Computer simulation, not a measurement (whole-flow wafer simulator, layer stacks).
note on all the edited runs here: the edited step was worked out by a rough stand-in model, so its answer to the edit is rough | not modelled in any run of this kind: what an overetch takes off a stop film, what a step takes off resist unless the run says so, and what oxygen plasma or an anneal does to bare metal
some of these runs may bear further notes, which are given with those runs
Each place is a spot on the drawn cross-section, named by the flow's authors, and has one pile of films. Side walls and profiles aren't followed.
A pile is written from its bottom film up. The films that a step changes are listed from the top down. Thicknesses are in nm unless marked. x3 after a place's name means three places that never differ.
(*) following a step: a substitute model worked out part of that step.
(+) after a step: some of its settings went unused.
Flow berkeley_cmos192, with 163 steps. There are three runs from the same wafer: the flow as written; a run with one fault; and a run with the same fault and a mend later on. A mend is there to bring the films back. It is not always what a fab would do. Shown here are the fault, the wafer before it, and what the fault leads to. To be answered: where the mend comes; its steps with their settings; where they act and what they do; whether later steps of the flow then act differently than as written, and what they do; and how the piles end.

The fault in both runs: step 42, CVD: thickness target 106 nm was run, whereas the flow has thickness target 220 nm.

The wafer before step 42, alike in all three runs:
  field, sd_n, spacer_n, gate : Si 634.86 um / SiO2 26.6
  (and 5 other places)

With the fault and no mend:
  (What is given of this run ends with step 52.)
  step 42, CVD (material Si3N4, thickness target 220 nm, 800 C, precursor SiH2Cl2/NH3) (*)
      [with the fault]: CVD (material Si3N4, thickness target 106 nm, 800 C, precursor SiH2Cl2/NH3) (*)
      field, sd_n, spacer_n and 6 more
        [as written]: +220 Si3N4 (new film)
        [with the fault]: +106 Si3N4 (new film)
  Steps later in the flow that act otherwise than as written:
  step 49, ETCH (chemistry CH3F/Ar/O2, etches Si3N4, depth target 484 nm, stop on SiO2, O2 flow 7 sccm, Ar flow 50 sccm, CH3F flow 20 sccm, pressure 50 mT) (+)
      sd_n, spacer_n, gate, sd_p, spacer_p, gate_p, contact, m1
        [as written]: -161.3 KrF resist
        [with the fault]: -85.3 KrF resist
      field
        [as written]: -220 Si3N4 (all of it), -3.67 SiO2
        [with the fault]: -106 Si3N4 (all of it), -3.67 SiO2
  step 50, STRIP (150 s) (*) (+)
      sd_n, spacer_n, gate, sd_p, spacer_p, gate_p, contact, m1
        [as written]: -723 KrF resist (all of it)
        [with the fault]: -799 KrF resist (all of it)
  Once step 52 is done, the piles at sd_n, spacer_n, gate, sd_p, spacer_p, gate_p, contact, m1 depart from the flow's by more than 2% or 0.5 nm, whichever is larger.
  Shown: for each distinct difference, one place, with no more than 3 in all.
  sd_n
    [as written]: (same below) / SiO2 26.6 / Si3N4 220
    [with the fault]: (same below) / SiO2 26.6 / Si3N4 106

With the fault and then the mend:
  After step 48 comes the mend.
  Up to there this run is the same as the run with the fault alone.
  step 48a, STRIP (150 s) (*) (+)
      sd_n, spacer_n, gate, sd_p, spacer_p, gate_p, contact, m1
        -884.4 KrF resist (all of it)
  step 48b, CLEAN (chemistry SPM) (the flow's step 34 again)
      leaves every film unchanged at each place that is followed
  step 48c, CVD (material Si3N4, thickness target 114 nm, 800 C, precursor SiH2Cl2/NH3) (*) (the flow's step 42 again, with other settings)
      field, sd_n, spacer_n and 6 more
        +114 Si3N4
  step 48d, HMDS (the flow's step 43 again)
      leaves every film unchanged at each place that is followed
  step 48e, COAT (KrF resist, thickness 900 nm) (the flow's step 44 again)
      field, sd_n, spacer_n and 6 more
        +900 KrF resist (new film)
  step 48f, SOFTBAKE (KrF resist) (the flow's step 45 again)
      leaves every film unchanged at each place that is followed
  step 48g, EXPOSE (photomask ACTIVE, dose 18 mJ/cm2, NA 0.5, wavelength 248 nm) (*) (the flow's step 46 again)
      leaves every film unchanged at each place that is followed
  step 48h, PEB (KrF resist, 130 C, 60 s) (the flow's step 47 again)
      field, sd_n, spacer_n and 6 more
        -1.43 KrF resist
  step 48i, DEVELOP (KrF resist, thickness 900 nm, developer developer-D-0.26N, 45 s) (the flow's step 48 again)
      sd_n, spacer_n, gate, sd_p, spacer_p, gate_p, contact, m1
        -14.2 KrF resist
      field
        -898.6 KrF resist (all of it)
  Every later step of the flow that is run acts as written at every place that is followed.
  The piles end the same as the flow's at every place that both follow.
